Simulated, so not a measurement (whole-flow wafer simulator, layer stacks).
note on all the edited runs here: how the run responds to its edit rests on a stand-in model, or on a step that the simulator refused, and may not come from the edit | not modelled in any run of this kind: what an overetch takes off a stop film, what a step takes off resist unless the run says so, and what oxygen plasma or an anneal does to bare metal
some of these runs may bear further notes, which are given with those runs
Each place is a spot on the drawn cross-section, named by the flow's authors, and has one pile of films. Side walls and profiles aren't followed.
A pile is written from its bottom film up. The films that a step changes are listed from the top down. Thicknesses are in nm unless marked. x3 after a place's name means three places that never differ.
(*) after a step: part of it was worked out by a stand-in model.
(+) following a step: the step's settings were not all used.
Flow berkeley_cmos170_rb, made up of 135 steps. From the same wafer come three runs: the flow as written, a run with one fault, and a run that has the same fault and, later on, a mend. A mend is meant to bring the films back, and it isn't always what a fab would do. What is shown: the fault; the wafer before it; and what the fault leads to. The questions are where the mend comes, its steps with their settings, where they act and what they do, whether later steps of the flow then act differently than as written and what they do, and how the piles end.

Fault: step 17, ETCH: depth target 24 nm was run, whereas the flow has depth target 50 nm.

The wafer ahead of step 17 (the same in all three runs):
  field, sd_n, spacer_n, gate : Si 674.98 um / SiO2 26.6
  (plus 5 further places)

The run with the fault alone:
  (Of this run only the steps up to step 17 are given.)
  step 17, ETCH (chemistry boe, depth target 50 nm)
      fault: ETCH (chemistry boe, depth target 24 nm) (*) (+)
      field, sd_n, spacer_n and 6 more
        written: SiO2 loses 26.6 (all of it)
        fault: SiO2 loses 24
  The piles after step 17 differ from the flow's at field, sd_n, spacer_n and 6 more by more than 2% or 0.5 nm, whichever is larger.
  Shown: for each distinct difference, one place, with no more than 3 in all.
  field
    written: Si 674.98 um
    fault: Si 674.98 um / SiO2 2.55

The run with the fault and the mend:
  After step 17 comes the mend.
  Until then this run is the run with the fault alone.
  step 17a, ETCH (chemistry boe, depth target 26 nm) (a further turn of the flow's step 17, with different settings)
      field, sd_n, spacer_n and 6 more
        SiO2 loses 2.55 (all of it)
  Every later step of the flow that is run acts as written at every place that is followed.
  The piles end the same as the flow's at every place that both follow.
